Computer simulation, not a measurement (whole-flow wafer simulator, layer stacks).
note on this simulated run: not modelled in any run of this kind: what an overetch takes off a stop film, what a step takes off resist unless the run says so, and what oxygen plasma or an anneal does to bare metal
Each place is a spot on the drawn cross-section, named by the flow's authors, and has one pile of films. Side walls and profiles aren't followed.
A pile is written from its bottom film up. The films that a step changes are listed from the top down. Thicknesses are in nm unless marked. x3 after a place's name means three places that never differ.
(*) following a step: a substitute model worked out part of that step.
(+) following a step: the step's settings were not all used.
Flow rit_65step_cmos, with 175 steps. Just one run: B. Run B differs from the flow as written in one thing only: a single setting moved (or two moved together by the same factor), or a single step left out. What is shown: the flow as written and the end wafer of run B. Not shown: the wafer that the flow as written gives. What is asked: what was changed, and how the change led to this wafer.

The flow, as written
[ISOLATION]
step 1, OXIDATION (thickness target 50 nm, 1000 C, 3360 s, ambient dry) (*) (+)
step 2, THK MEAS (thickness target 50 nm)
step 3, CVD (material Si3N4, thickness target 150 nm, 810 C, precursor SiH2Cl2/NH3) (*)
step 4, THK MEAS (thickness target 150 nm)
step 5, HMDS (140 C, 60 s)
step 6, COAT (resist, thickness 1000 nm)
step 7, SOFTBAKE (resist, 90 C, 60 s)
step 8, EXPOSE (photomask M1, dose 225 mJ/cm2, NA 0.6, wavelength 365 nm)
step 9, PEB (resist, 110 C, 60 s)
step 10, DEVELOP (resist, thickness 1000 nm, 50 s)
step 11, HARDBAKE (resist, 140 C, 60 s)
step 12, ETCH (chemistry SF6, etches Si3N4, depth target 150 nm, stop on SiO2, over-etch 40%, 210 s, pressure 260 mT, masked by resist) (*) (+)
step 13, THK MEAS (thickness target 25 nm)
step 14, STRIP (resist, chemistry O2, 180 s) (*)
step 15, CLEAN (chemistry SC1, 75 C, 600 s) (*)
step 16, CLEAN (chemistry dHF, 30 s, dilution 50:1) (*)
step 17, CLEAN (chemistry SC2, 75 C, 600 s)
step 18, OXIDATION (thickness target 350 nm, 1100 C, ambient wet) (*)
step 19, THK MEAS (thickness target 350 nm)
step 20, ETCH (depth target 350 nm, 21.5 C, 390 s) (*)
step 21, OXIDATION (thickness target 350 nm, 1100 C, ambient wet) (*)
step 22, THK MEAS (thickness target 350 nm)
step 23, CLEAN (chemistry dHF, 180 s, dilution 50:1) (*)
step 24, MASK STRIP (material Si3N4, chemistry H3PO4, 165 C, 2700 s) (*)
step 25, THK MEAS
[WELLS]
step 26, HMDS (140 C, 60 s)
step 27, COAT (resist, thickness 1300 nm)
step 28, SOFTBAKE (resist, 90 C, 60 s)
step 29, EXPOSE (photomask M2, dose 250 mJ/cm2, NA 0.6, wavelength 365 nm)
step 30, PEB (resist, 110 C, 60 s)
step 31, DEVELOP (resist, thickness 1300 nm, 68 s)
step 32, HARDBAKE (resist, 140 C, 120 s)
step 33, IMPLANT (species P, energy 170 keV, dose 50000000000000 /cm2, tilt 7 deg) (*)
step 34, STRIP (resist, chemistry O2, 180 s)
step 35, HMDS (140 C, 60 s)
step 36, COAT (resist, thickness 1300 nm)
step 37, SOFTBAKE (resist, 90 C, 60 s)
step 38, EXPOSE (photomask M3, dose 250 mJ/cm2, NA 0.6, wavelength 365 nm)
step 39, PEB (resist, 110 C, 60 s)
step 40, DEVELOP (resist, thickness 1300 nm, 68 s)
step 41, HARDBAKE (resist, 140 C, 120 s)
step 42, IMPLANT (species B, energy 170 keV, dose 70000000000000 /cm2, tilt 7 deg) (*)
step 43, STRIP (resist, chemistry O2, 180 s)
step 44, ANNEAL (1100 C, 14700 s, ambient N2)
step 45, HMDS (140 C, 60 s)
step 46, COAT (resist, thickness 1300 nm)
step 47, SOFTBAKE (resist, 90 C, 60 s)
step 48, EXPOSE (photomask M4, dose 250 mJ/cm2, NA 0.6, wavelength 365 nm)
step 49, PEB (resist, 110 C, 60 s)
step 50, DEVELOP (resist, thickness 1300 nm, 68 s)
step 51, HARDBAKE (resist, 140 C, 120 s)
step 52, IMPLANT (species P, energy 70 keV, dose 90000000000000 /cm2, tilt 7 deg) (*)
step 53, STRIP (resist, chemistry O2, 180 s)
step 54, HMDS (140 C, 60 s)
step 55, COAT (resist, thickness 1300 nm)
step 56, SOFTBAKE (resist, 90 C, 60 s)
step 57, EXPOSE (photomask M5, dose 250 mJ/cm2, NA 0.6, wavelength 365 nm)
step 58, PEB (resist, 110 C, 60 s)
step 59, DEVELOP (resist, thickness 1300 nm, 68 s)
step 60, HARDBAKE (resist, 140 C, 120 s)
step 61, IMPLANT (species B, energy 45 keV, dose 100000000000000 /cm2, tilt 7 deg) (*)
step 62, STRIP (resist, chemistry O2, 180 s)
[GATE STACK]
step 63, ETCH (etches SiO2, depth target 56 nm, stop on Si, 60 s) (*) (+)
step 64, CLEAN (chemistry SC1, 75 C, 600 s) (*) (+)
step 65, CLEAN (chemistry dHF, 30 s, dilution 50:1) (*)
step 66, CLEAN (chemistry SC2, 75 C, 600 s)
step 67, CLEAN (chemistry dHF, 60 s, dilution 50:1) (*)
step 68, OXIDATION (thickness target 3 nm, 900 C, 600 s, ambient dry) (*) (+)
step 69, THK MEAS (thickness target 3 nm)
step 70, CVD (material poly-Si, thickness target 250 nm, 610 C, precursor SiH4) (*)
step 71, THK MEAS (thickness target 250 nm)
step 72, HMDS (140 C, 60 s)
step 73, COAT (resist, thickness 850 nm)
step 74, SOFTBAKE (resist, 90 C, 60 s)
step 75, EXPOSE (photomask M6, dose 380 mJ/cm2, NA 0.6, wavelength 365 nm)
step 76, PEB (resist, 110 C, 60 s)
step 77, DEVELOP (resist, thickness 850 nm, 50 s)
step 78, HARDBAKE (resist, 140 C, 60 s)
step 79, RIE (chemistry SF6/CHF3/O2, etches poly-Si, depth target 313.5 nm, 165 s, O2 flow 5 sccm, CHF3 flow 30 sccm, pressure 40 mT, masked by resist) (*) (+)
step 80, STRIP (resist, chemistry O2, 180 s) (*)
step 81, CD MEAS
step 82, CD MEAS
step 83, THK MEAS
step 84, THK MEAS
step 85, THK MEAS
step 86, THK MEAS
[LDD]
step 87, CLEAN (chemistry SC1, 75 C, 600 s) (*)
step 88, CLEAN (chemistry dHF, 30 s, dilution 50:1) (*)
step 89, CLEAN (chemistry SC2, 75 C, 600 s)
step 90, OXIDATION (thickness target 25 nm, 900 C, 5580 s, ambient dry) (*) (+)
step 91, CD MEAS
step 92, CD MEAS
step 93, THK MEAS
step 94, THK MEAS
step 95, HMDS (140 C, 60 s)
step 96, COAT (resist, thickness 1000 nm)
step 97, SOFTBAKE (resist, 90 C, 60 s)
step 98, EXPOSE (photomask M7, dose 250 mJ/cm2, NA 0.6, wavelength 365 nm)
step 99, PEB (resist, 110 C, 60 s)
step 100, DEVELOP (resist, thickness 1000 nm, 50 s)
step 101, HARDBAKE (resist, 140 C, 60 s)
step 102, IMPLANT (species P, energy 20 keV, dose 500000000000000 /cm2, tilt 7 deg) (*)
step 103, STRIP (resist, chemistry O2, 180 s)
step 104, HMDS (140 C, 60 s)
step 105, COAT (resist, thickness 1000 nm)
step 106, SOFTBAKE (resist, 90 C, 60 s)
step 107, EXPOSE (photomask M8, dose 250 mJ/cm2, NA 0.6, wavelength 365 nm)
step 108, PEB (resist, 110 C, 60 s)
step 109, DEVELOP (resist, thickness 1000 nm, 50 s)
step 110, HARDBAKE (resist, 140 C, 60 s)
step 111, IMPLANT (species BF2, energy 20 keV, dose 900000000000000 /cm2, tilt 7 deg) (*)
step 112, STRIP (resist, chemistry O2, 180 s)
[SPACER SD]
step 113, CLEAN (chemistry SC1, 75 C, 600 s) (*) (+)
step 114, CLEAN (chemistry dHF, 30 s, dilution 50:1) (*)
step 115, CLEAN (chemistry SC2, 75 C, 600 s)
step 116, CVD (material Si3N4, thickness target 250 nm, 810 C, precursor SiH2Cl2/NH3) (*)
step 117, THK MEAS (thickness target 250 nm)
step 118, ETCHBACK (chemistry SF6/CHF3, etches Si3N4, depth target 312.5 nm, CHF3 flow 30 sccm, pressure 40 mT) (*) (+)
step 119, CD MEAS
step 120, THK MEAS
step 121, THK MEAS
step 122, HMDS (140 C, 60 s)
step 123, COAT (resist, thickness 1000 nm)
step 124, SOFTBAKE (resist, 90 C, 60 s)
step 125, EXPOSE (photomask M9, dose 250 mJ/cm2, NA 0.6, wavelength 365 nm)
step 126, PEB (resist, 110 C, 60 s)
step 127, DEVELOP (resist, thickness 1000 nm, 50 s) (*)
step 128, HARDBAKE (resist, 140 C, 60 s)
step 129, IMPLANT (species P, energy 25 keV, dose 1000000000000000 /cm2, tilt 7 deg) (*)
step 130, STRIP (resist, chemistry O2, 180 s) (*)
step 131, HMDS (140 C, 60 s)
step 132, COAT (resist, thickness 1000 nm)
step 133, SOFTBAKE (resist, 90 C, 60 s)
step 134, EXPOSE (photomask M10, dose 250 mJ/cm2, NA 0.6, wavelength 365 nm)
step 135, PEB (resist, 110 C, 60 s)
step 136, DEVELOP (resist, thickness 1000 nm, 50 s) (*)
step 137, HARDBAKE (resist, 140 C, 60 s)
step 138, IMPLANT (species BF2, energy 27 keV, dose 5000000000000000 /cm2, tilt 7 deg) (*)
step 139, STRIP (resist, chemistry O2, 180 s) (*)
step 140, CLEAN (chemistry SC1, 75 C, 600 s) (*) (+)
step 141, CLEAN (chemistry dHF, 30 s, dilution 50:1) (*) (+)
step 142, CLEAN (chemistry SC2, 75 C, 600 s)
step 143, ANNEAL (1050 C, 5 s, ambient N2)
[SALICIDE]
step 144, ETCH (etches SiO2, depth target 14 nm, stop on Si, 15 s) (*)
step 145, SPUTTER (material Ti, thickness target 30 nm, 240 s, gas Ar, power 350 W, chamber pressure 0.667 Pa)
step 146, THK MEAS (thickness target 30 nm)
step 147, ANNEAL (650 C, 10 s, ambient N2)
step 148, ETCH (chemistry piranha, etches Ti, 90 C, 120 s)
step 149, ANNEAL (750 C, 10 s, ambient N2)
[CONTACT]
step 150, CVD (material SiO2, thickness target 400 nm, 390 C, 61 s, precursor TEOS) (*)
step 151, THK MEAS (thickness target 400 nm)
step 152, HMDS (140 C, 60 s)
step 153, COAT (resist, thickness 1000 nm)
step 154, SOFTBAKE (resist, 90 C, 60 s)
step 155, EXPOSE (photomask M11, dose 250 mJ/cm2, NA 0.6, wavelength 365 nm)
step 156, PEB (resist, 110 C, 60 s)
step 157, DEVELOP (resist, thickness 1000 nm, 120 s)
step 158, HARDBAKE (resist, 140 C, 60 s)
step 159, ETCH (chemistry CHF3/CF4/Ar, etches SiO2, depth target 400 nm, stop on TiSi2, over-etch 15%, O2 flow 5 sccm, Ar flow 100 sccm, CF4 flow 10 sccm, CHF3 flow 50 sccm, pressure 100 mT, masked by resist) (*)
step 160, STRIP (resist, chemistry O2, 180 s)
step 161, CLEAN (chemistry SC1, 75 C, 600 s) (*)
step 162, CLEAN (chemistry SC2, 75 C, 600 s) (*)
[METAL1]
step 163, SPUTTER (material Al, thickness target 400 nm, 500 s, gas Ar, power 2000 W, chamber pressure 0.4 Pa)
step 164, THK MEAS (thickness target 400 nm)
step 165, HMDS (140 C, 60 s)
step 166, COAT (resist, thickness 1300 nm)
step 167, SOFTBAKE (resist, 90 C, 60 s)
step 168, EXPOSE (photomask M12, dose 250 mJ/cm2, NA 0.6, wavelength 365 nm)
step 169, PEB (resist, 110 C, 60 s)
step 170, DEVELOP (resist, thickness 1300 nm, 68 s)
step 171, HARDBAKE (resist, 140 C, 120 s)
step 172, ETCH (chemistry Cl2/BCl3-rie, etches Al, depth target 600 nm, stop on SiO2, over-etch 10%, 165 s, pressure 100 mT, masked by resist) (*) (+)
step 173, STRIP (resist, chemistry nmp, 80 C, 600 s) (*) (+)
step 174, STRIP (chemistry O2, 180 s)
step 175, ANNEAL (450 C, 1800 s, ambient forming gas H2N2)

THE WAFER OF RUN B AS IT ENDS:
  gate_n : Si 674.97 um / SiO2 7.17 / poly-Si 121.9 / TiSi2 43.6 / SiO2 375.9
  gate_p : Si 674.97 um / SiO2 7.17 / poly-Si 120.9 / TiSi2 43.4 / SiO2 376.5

Cause: step 145, SPUTTER: 204 s was run, whereas the flow has 240 s.

How this came from the change, step by step:
  step 145, SPUTTER (material Ti, thickness target 30 nm, 240 s, gas Ar, power 350 W, chamber pressure 0.667 Pa)
      field, field_pw, field_nw, field_p, spacer, spacer_p: +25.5 Ti (new film) (it would be, as written: +30 Ti (new film))
      gate_n: +23.2 Ti (new film) (it would be, as written: +27.3 Ti (new film))
      (as well as at 1 more place)
  step 147, ANNEAL (650 C, 10 s, ambient N2)
      gate_n: -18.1 Ti, +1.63 TiSi first (new film), +43.5 TiSi2 C49 (new film), -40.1 poly-Si (it would be, as written: -21.3 Ti, +9.82 TiSi first (new film), +39.5 TiSi2 C49 (new film), -41.9 poly-Si)
      gate_p: -18 Ti, +1.44 TiSi first (new film), +43.6 TiSi2 C49 (new film), -40 poly-Si (it would be, as written: -21.2 Ti, +9.56 TiSi first (new film), +39.6 TiSi2 C49 (new film), -41.9 poly-Si)
  step 148, ETCH (chemistry piranha, etches Ti, 90 C, 120 s)
      field, field_pw, field_nw, field_p, spacer, spacer_p: -25.5 Ti (all of it) (it would be, as written: -30 Ti (all of it))
      gate_n: -5.1 Ti (all of it), -0.1 TiSi first (it would be, as written: -6 Ti (all of it), -0.1 TiSi first)
      (as well as at 1 more place)
  step 149, ANNEAL (750 C, 10 s, ambient N2)
      gate_n: +43.6 TiSi2 (new film), -1.53 TiSi first (all of it), -43.5 TiSi2 C49 (all of it), -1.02 poly-Si (it would be, as written: +50.8 TiSi2 (new film), -9.72 TiSi first (all of it), -39.5 TiSi2 C49 (all of it), -6.48 poly-Si)
      gate_p: +43.4 TiSi2 (new film), -1.34 TiSi first (all of it), -43.6 TiSi2 C49 (all of it), -0.89 poly-Si (it would be, as written: +50.6 TiSi2 (new film), -9.46 TiSi first (all of it), -39.6 TiSi2 C49 (all of it), -6.31 poly-Si)
